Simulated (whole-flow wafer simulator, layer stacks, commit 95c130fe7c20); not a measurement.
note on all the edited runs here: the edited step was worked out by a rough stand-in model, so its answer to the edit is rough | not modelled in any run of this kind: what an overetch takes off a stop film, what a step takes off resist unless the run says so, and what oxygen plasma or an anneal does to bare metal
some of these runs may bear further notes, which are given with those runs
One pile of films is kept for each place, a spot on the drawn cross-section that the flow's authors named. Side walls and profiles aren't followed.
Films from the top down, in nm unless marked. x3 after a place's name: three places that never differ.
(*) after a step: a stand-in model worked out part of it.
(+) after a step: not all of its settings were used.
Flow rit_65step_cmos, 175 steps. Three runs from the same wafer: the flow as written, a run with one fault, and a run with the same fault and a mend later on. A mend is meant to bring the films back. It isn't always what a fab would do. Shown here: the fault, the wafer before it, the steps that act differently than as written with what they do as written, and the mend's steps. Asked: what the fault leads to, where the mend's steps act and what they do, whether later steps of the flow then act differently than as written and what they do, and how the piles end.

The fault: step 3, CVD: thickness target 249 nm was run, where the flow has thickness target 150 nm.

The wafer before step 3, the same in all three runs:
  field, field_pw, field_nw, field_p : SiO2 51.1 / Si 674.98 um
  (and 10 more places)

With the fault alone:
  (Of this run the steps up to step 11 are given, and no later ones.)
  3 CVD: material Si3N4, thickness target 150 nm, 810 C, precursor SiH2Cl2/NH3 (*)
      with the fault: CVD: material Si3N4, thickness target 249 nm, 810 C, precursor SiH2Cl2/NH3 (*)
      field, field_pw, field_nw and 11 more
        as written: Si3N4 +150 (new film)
        with the fault: Si3N4 +249 (new film)
  No later step of the flow up to step 11 acts differently than as written at any place that is followed.
  After step 11 the piles differ from the flow's by more than 2% or 0.5 nm, whichever is larger, at field, field_pw, field_nw and 11 more.
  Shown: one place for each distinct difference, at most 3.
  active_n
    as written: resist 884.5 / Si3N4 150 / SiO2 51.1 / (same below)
    with the fault: resist 884.5 / Si3N4 249 / SiO2 51.1 / (same below)
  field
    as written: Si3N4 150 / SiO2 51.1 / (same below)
    with the fault: Si3N4 249 / SiO2 51.1 / (same below)

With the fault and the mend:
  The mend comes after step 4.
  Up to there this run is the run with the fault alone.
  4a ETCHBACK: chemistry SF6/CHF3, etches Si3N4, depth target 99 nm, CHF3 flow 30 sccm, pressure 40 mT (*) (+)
      field, field_pw, field_nw and 11 more
        Si3N4 -99
  No later step of the flow acts differently than as written at any place that is followed.
  At the end the piles are the same as the flow's at every place that both follow.
